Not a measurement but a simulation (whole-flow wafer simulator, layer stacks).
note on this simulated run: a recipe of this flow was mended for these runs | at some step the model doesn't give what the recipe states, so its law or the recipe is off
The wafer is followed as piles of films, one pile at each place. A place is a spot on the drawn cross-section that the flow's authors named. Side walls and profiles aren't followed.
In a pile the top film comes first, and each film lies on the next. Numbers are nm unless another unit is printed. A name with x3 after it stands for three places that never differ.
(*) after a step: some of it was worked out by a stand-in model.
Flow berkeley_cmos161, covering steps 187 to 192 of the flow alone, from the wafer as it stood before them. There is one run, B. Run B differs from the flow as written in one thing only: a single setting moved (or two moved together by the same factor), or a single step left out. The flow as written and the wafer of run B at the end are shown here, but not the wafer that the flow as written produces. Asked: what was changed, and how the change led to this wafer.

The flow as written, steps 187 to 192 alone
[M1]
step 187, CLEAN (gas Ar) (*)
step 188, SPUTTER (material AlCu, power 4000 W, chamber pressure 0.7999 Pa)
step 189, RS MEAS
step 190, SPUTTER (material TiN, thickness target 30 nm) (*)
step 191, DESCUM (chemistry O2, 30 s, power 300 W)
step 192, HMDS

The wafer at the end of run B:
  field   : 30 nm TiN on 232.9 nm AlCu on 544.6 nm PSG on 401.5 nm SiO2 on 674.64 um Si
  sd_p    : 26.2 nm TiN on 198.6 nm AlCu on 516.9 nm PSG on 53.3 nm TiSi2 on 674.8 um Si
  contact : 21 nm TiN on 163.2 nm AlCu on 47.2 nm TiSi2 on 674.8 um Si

What caused this: step 188, SPUTTER: power 3360 W was run, while the flow as written has power 4000 W.

The path from the change to this, step by step:
  step 188, SPUTTER (material AlCu, power 4000 W, chamber pressure 0.7999 Pa)
      field, sd_n, spacer_n, gate_n, spacer_p, gate_p, m1: +232.9 AlCu (new film) (it would be, as written: +275.8 AlCu (new film))
      sd_p: +198.6 AlCu (new film) (it would be, as written: +235.4 AlCu (new film))
      (as well as at 1 more place)
